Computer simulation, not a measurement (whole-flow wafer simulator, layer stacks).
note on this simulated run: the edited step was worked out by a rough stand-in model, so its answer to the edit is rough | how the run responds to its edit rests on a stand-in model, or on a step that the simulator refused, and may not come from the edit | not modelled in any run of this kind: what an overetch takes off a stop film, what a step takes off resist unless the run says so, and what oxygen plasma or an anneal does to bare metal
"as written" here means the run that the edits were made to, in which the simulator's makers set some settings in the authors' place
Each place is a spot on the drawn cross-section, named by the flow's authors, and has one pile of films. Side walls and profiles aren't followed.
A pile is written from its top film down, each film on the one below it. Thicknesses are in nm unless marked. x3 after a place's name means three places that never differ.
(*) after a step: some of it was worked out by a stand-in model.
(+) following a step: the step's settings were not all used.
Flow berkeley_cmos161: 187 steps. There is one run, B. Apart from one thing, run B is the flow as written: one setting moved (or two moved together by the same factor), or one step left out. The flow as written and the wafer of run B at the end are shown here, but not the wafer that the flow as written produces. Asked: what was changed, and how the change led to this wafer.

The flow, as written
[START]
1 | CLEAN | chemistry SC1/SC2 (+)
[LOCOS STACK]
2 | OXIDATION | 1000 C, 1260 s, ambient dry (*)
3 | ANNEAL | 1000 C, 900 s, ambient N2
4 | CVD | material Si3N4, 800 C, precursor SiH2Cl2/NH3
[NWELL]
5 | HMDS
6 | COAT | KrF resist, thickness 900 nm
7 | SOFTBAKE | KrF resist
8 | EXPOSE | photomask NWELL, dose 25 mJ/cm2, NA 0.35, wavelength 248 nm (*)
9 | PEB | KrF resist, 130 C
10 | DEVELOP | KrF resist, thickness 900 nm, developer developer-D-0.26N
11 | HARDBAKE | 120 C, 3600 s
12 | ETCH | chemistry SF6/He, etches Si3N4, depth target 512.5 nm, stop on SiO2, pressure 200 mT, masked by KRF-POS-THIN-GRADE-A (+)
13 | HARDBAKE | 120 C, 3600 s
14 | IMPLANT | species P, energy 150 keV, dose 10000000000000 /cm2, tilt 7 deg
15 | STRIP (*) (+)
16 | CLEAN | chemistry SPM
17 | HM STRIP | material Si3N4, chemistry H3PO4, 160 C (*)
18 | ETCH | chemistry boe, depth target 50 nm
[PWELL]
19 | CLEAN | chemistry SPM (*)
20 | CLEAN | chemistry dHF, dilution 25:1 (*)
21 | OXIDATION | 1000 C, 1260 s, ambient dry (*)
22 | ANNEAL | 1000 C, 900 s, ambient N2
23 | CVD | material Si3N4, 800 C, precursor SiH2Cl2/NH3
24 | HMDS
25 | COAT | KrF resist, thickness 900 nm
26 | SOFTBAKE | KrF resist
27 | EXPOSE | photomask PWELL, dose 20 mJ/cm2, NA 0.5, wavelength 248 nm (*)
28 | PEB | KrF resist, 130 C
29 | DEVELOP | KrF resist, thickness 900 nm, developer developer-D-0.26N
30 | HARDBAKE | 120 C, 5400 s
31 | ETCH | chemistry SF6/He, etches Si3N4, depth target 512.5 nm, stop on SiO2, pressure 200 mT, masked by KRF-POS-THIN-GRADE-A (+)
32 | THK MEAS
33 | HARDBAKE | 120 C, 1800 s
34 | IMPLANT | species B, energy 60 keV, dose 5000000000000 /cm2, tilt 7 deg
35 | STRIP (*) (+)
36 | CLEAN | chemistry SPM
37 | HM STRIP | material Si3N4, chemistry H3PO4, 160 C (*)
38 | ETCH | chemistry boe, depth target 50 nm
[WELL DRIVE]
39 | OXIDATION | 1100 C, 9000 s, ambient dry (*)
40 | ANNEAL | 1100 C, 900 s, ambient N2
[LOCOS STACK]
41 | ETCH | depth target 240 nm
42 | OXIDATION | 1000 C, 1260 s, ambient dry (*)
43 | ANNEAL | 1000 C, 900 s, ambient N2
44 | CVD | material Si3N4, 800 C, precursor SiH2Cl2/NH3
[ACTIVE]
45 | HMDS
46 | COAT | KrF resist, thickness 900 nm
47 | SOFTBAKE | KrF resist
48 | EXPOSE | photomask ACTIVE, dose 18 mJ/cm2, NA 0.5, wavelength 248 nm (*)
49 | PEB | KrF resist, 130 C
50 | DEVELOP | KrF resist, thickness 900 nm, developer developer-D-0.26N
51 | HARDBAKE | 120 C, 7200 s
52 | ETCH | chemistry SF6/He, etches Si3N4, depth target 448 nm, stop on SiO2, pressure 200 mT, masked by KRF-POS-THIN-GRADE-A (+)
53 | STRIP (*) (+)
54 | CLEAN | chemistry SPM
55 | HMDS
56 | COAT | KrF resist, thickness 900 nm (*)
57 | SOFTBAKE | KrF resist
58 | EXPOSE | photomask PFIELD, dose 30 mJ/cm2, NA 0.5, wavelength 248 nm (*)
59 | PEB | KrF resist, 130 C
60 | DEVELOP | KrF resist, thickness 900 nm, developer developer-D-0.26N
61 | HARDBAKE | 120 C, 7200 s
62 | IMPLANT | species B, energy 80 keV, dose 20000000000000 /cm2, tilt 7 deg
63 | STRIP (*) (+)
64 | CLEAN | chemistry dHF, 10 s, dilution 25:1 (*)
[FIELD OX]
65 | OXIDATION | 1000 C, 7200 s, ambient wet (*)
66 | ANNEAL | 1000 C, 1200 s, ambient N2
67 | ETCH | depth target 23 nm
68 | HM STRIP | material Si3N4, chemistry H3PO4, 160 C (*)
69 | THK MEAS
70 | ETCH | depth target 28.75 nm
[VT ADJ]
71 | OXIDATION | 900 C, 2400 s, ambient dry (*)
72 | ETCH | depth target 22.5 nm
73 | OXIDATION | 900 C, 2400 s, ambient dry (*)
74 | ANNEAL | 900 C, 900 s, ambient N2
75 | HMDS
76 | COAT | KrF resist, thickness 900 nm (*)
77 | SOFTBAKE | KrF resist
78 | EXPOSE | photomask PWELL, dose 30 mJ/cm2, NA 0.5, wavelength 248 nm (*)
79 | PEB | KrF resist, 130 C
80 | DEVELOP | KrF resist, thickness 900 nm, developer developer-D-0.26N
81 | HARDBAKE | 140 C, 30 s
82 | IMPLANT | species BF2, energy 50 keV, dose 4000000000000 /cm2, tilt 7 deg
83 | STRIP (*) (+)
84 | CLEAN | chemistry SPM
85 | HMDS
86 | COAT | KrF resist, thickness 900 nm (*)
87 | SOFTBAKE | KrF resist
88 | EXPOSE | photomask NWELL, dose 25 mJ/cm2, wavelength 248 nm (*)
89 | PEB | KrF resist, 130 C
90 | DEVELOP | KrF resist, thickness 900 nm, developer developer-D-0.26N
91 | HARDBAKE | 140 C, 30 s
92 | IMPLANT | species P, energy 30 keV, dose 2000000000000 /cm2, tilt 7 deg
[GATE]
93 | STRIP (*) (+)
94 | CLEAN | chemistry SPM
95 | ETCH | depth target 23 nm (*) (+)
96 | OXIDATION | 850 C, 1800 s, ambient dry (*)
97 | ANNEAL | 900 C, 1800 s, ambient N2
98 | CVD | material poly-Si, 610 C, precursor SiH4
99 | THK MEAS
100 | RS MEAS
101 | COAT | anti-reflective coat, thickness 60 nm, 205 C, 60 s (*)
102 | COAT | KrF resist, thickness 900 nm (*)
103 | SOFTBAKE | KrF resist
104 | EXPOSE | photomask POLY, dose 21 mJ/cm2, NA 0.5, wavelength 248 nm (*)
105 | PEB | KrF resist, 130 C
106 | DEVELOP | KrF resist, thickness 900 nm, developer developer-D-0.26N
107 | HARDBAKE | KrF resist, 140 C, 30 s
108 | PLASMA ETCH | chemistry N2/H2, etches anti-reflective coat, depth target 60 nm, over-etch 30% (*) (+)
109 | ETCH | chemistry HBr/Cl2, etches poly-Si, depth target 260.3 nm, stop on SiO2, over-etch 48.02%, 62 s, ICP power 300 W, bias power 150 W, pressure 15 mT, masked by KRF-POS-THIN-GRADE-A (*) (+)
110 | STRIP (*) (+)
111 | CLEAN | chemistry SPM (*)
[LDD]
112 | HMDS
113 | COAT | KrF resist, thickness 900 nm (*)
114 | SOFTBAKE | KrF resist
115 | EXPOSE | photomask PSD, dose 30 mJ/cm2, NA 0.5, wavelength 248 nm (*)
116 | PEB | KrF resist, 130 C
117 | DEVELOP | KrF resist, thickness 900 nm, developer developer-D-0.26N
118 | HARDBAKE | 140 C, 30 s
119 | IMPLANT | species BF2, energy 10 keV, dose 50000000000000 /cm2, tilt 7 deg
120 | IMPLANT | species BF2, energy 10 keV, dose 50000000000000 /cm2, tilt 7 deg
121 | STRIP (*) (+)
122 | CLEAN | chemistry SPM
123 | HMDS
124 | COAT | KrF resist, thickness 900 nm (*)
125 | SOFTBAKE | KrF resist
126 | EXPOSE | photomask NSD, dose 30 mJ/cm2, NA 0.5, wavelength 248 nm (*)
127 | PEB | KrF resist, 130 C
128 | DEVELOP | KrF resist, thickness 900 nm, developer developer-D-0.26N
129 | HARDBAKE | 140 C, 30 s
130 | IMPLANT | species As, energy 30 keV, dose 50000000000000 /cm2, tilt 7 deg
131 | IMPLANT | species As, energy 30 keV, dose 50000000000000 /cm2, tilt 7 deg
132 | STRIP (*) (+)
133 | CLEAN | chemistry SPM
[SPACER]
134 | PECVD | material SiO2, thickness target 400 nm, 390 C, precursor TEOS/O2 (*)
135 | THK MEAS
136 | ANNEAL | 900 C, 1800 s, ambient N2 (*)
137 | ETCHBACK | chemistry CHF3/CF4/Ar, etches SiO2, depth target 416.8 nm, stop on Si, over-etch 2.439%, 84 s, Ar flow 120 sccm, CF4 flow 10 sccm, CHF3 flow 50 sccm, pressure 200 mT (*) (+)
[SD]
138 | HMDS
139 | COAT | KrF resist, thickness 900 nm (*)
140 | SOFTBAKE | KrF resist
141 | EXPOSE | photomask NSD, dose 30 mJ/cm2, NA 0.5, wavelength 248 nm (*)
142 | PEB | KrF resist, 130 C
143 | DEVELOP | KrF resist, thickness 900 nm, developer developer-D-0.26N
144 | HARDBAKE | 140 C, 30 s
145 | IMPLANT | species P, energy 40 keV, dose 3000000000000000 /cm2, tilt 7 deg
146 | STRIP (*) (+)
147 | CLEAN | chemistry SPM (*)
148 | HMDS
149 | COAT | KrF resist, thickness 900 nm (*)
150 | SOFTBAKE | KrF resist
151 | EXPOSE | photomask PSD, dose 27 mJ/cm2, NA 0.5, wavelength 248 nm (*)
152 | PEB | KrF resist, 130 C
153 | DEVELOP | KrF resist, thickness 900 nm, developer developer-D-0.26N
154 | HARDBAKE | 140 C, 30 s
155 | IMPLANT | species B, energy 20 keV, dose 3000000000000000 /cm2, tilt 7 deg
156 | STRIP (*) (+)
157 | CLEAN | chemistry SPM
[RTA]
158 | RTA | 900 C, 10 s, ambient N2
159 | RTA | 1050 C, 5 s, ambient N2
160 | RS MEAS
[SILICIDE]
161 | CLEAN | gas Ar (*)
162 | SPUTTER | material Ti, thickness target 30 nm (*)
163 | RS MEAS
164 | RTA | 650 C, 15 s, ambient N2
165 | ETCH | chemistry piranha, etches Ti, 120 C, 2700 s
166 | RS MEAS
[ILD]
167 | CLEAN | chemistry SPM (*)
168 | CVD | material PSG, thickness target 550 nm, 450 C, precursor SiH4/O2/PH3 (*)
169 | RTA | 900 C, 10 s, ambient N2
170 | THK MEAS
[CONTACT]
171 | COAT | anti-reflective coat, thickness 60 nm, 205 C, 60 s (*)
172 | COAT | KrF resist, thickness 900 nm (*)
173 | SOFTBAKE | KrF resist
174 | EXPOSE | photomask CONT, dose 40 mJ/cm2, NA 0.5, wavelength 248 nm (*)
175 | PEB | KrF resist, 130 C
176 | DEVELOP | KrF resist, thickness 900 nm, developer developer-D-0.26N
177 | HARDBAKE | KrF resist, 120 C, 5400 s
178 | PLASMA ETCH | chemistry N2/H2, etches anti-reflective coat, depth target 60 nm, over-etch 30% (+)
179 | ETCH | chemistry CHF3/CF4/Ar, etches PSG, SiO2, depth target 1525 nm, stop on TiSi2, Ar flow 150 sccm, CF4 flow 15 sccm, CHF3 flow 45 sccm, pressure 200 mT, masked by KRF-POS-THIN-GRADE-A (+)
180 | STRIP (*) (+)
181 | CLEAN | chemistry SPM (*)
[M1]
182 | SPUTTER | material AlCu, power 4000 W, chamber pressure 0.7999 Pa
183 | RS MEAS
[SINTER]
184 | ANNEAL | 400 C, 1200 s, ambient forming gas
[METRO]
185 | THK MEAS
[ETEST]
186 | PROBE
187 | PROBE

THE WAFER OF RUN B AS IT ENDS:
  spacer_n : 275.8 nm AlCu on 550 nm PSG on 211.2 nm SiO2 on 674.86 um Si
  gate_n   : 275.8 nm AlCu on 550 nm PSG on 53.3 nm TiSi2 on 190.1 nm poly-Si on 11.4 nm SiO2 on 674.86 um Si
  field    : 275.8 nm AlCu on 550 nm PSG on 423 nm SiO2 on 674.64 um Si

Cause: step 95, ETCH: depth target 8.372 nm was run, whereas the flow has depth target 23 nm.

The path from the change to this, step by step:
  95 | ETCH | depth target 23 nm (*) (+)
      sd_n, spacer_n, gate_n, sd_p, spacer_p, gate_p, contact, m1: -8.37 SiO2 (in the flow as written it would be: -14.9 SiO2 (all of it))
      field: -8.37 SiO2 (in the flow as written it would be: -23 SiO2)
  96 | OXIDATION | 850 C, 1800 s, ambient dry (*)
      sd_n, spacer_n, gate_n, sd_p, spacer_p, gate_p, contact, m1: +4.88 SiO2, -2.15 Si (in the flow as written it would be: +7.48 SiO2 (new film), -3.29 Si)
  101 | COAT | anti-reflective coat, thickness 60 nm, 205 C, 60 s (*)
      sd_n: +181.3 anti-reflective coat (new film) (in the flow as written it would be: +173.5 anti-reflective coat (new film))
      spacer_n: +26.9 anti-reflective coat (new film) (in the flow as written it would be: +28.7 anti-reflective coat (new film))
      (and at 4 other places as well)
  108 | PLASMA ETCH | chemistry N2/H2, etches anti-reflective coat, depth target 60 nm, over-etch 30% (*) (+)
      sd_n: -181.3 anti-reflective coat (all of it), -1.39 poly-Si (in the flow as written it would be: -173.5 anti-reflective coat (all of it), -1.33 poly-Si)
      spacer_n: -26.9 anti-reflective coat (all of it), -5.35 poly-Si (in the flow as written it would be: -28.7 anti-reflective coat (all of it), -5.05 poly-Si)
      (and at 2 other places as well)
  110 | STRIP (*) (+)
      gate_n: +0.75 chemical SiO2 (new film), -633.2 KrF resist (all of it), -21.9 anti-reflective coat (all of it), -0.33 poly-Si (in the flow as written it would be: +0.75 chemical SiO2 (new film), -626.8 KrF resist (all of it), -23.7 anti-reflective coat (all of it), -0.33 poly-Si)
      gate_p: +0.75 chemical SiO2 (new film), -601.9 KrF resist (all of it), -27 anti-reflective coat (all of it), -0.33 poly-Si (in the flow as written it would be: +0.75 chemical SiO2 (new film), -598.2 KrF resist (all of it), -27.9 anti-reflective coat (all of it), -0.33 poly-Si)
  171 | COAT | anti-reflective coat, thickness 60 nm, 205 C, 60 s (*)
      sd_n: +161 anti-reflective coat (new film) (in the flow as written it would be: +149.7 anti-reflective coat (new film))
      m1: +101 anti-reflective coat (new film) (in the flow as written it would be: +97.8 anti-reflective coat (new film))
  180 | STRIP (*) (+)
      sd_n: -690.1 KrF resist (all of it), -161 anti-reflective coat (all of it) (in the flow as written it would be: -692.5 KrF resist (all of it), -149.7 anti-reflective coat (all of it))
      m1: -745 KrF resist (all of it), -101 anti-reflective coat (all of it) (in the flow as written it would be: -739.9 KrF resist (all of it), -97.8 anti-reflective coat (all of it))
